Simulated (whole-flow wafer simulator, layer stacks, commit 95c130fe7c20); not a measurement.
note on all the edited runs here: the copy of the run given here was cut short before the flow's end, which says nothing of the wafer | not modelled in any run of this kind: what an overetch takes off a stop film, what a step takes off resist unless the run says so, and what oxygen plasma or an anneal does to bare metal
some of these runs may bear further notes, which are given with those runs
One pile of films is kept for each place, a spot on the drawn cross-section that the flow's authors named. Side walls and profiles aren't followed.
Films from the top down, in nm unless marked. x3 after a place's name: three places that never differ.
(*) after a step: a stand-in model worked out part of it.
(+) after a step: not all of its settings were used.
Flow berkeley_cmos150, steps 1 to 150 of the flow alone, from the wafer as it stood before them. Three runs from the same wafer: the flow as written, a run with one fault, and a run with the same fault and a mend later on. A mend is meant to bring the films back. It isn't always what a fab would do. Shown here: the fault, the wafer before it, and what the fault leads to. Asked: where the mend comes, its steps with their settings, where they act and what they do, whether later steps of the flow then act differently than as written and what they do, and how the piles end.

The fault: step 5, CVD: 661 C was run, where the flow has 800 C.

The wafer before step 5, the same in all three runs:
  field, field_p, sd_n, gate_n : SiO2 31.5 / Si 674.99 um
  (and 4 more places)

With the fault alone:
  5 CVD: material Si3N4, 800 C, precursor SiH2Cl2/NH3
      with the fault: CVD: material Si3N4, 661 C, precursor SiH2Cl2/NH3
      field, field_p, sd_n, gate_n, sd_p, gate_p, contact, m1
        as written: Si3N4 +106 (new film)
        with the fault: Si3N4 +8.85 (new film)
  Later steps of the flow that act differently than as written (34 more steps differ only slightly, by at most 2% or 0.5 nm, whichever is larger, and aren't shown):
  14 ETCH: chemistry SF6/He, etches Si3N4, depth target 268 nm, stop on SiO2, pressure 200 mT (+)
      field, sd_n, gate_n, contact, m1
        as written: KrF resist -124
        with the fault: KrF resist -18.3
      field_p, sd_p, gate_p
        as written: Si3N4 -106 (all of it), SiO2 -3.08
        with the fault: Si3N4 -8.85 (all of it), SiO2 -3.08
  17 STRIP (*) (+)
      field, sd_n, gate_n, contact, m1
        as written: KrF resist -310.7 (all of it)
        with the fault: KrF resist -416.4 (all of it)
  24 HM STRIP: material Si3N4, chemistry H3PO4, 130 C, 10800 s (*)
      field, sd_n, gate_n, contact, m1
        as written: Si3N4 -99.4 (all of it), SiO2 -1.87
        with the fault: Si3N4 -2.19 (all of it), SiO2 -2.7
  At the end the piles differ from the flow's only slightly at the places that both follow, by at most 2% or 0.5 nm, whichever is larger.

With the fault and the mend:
  The mend comes after step 6.
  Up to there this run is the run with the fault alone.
  6a ETCH: chemistry h3po4, depth target 10.18 nm
      field, field_p, sd_n, gate_n, sd_p, gate_p, contact, m1
        Si3N4 -8.85 (all of it)
  6b CLEAN: chemistry SPM, 600 s (the flow's step 1 once more)
      changes no film at any place that is followed
  6c CVD: material Si3N4, 800 C, precursor SiH2Cl2/NH3 (the flow's step 5 once more)
      field, field_p, sd_n, gate_n, sd_p, gate_p, contact, m1
        Si3N4 +106 (new film)
  No later step of the flow acts differently than as written at any place that is followed.
  At the end the piles are the same as the flow's at every place that both follow.
